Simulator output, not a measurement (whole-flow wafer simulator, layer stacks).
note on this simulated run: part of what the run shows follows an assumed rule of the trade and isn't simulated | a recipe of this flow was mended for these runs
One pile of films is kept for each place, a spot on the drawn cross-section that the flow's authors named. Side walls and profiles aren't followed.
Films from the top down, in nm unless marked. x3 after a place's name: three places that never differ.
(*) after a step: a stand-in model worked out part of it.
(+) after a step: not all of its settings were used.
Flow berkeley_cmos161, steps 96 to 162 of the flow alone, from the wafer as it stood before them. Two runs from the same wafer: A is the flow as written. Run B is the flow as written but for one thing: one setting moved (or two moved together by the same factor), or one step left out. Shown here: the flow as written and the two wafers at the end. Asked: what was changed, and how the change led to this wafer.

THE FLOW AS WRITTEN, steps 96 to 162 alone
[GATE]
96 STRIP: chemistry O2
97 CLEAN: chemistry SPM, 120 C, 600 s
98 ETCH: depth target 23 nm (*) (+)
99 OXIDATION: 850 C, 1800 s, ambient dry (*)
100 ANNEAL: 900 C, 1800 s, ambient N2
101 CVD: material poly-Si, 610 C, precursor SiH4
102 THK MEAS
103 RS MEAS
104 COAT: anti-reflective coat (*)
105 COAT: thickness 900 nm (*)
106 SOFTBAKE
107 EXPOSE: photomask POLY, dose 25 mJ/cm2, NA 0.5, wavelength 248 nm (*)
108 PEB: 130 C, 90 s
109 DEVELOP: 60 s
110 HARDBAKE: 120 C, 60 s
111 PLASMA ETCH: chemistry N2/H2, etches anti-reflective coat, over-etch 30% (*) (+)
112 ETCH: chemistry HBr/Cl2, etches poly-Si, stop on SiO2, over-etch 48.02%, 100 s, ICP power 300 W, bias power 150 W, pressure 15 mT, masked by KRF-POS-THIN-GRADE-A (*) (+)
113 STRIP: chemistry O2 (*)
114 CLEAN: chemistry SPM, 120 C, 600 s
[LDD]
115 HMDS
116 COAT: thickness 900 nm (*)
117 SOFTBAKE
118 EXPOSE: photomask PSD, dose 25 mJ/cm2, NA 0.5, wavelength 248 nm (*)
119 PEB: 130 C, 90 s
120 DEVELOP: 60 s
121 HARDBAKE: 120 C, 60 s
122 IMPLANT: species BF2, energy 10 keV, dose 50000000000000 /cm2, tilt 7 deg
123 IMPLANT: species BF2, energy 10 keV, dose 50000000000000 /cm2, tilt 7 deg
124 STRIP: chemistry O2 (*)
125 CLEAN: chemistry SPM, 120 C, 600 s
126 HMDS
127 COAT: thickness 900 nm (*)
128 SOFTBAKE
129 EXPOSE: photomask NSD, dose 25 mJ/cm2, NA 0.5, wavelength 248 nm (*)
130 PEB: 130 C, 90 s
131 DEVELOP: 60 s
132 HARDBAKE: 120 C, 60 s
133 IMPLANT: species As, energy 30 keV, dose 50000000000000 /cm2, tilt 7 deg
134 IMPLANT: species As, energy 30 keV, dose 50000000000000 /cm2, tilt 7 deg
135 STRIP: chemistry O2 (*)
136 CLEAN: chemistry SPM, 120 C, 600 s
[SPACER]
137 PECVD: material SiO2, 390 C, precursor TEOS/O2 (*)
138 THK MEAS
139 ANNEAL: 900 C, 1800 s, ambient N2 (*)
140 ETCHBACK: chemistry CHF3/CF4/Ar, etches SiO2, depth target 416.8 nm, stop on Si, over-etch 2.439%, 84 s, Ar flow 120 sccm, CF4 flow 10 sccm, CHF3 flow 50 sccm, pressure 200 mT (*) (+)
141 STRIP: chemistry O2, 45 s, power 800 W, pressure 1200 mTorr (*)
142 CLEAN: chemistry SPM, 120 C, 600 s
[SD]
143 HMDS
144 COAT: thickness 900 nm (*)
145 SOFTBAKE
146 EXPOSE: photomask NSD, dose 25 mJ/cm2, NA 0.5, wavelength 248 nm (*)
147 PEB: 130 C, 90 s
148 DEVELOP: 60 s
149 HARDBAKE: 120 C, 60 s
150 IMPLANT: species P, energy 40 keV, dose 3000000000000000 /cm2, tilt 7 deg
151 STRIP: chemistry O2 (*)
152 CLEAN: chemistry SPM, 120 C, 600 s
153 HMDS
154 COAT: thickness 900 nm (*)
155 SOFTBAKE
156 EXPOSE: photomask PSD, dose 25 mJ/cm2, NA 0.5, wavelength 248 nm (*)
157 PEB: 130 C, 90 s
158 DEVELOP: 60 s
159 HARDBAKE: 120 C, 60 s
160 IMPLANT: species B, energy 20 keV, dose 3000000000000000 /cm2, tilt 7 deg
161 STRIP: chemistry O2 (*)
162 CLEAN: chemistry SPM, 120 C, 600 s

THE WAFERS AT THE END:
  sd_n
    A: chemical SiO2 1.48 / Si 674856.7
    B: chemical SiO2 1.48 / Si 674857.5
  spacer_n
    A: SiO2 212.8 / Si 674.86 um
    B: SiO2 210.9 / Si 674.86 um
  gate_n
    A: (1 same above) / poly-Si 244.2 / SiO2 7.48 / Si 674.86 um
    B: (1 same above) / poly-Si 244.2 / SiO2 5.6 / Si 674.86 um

The cause: step 99, OXIDATION: 1080 s was run, where the flow has 1800 s.

How the change led to this, step by step:
  99 OXIDATION: 850 C, 1800 s, ambient dry (*)
      sd_n, spacer_n, gate_n, sd_p, spacer_p, gate_p, contact, m1: A SiO2 +7.48 (new film), Si -3.29 | B SiO2 +5.6 (new film), Si -2.47
